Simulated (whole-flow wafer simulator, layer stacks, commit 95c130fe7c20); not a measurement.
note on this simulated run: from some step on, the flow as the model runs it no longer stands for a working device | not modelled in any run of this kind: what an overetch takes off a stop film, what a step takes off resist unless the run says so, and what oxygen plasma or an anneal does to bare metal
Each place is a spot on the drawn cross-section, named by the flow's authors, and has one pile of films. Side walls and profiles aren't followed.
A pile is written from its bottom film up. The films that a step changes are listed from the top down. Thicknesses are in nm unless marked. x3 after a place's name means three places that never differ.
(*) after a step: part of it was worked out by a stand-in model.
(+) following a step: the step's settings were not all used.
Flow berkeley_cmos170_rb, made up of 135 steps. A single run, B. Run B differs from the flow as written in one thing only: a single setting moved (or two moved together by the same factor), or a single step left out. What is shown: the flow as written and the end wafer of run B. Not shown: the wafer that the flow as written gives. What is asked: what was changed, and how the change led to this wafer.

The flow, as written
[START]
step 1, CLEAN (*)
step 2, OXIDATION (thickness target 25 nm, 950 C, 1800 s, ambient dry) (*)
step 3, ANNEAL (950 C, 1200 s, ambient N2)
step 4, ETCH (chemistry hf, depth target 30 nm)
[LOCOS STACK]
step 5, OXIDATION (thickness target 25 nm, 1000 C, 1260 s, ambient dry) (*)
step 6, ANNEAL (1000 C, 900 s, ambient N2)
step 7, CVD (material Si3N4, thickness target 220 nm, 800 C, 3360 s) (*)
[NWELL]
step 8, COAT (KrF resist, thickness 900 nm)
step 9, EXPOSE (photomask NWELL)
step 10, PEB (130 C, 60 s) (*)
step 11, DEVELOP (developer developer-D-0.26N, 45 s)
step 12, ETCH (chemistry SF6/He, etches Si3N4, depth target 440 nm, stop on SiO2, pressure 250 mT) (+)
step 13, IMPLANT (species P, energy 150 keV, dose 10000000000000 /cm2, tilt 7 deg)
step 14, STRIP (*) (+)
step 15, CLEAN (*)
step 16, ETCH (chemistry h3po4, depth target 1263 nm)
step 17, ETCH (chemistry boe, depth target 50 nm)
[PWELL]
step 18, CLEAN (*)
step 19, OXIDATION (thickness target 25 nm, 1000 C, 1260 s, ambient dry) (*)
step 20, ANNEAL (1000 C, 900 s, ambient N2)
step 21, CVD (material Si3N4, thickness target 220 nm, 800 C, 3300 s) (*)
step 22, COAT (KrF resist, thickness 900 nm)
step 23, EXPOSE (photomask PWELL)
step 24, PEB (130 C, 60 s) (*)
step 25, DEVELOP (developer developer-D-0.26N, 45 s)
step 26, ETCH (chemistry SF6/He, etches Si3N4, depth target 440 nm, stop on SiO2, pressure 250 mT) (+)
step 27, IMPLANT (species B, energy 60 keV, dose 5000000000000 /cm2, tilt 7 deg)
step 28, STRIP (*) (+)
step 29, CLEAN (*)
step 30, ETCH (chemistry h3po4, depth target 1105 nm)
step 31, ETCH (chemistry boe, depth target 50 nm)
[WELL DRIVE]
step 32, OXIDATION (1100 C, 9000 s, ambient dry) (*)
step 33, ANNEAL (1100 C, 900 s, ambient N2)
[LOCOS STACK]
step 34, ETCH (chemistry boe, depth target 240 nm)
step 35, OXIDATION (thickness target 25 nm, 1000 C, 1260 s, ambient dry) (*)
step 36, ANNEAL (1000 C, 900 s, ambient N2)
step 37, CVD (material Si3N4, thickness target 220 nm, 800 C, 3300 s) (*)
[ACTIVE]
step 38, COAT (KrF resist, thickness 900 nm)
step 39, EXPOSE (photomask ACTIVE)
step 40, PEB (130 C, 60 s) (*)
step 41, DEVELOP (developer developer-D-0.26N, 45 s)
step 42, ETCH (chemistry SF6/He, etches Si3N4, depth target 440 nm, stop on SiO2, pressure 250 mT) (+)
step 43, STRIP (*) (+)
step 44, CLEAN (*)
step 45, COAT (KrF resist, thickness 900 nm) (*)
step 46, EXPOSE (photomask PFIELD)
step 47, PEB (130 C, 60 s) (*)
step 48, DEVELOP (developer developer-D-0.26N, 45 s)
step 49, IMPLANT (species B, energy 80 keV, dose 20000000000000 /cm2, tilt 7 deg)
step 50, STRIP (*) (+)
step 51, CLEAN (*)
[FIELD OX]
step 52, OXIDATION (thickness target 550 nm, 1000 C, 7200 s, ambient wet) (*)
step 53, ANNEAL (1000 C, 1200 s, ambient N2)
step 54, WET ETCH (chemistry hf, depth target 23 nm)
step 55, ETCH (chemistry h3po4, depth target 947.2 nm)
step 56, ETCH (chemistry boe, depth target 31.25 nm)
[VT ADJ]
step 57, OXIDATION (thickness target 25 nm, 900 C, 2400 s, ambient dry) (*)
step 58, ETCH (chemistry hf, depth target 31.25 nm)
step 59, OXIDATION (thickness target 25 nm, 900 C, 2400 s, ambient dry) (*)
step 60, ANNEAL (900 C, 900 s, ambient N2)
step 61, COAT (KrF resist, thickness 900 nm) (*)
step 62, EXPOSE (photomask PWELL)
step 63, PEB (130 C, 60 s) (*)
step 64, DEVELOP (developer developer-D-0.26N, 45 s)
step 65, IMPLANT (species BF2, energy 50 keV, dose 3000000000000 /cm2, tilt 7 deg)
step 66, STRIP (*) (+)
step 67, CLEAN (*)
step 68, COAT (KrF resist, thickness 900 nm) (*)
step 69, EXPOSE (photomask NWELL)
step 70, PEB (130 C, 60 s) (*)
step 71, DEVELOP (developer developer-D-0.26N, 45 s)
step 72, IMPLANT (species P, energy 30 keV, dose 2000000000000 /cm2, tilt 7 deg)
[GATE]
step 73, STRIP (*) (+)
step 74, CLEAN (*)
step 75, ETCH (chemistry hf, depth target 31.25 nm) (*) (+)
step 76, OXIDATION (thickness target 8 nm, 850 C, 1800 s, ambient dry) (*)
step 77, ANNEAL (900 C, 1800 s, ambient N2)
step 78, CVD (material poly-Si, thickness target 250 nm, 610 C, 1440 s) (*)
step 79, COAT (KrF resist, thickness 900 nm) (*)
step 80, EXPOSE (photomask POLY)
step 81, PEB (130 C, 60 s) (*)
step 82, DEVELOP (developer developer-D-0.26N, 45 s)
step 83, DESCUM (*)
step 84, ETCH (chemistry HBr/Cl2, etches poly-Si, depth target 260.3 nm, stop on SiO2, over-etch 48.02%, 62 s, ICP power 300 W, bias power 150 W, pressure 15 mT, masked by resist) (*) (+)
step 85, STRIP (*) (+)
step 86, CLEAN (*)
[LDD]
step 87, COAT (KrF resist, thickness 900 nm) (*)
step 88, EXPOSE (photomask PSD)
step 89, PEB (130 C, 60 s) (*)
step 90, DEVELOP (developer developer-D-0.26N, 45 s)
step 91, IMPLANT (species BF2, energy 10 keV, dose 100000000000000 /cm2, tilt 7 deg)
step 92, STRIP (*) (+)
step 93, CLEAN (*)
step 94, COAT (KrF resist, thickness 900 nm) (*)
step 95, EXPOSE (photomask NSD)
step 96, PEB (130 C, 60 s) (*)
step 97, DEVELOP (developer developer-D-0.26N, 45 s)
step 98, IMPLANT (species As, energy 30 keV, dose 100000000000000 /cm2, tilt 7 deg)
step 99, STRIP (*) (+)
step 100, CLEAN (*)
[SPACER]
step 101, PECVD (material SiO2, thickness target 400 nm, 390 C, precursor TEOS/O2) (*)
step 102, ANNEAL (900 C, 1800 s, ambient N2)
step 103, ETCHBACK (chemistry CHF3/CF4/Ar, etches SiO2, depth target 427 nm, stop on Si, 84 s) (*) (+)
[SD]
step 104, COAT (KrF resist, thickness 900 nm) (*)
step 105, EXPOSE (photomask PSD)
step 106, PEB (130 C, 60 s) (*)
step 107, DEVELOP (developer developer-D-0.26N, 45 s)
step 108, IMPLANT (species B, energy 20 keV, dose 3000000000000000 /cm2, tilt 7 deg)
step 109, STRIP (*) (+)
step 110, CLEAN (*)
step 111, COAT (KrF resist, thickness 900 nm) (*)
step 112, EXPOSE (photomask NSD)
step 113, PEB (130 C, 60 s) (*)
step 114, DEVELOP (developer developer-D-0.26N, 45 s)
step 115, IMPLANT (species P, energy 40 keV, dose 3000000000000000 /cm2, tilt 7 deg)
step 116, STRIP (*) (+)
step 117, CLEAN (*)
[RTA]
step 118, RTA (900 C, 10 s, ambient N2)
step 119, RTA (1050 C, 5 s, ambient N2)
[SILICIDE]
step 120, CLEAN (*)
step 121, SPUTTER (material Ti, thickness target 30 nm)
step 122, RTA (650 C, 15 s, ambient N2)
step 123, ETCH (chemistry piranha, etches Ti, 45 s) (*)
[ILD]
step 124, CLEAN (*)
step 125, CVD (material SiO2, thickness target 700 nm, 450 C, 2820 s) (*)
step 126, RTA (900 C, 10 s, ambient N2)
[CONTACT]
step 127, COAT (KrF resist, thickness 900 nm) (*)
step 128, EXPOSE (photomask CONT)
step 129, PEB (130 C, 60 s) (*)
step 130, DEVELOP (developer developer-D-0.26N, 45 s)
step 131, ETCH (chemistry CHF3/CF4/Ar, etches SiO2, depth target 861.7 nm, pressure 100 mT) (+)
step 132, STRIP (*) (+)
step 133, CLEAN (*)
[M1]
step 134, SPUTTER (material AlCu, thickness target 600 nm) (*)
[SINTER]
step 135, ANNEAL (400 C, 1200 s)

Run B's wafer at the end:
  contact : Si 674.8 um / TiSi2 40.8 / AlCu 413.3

What caused this: step 131, ETCH: depth target 1005 nm was run, while the flow as written has depth target 861.7 nm.

Step by step, how the change led to this:
  step 131, ETCH (chemistry CHF3/CF4/Ar, etches SiO2, depth target 861.7 nm, pressure 100 mT) (+)
      field, sd_n, spacer_n, gate, sd_p, spacer_p, gate_p, m1: KrF resist loses 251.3 (as written it would have been: KrF resist loses 215.4)
      contact: SiO2 loses 700 (all of it), TiSi2 loses 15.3 (as written it would have been: SiO2 loses 700 (all of it), TiSi2 loses 8.08)
  step 132, STRIP (*) (+)
      field: KrF resist loses 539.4 (all of it) (as written it would have been: KrF resist loses 575.3 (all of it))
      sd_n: KrF resist loses 744.5 (all of it) (as written it would have been: KrF resist loses 780.4 (all of it))
      (as well as at 6 more places)
